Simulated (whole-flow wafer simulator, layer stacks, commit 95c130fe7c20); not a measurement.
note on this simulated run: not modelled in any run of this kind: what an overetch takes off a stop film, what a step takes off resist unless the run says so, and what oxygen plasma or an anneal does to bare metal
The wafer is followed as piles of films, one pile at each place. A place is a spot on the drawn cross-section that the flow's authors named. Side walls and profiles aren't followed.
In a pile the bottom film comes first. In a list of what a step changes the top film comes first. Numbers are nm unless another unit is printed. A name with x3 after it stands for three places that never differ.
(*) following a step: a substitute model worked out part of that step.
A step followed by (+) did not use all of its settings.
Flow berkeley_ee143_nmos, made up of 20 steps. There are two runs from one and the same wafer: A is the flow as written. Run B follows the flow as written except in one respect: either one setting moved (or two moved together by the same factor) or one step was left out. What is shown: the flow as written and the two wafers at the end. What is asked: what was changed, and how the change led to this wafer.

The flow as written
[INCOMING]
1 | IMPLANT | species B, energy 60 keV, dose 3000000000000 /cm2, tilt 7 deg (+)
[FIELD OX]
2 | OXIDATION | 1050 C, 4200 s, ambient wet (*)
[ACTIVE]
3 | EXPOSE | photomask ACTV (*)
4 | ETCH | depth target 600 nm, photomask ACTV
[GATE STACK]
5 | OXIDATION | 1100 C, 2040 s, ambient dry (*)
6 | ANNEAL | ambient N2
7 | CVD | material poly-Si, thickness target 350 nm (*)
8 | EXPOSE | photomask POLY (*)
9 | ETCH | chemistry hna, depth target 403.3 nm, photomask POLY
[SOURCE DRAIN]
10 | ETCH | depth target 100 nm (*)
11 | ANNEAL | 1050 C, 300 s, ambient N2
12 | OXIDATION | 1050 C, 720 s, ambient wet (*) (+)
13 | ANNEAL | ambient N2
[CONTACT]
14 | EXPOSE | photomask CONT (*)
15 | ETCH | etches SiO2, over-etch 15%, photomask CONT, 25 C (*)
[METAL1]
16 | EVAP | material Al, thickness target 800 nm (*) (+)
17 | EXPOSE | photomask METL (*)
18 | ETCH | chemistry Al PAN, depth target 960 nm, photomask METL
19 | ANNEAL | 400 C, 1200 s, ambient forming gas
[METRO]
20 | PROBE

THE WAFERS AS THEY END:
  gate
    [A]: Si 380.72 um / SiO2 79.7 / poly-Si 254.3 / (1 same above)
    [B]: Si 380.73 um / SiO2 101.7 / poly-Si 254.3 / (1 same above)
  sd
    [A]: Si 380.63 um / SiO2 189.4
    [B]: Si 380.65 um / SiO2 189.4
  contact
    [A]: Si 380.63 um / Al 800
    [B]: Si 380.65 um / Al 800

What caused this: step 4, ETCH: depth target 514 nm was run, while the flow as written has depth target 600 nm.

Step by step, how the change led to this:
  4 | ETCH | depth target 600 nm, photomask ACTV
      gate, sd, contact: A SiO2 loses 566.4 (all of it) | B SiO2 loses 514
  5 | OXIDATION | 1100 C, 2040 s, ambient dry (*)
      gate, sd, contact: A SiO2 gains 79.7 (new film), Si loses 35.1 | B SiO2 gains 49.3, Si loses 21.7
  10 | ETCH | depth target 100 nm (*)
      sd, contact: A SiO2 loses 79.7 (all of it) | B SiO2 loses 100
  12 | OXIDATION | 1050 C, 720 s, ambient wet (*) (+)
      sd, contact: A SiO2 gains 189.4 (new film), Si loses 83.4 | B SiO2 gains 187.7, Si loses 82.6
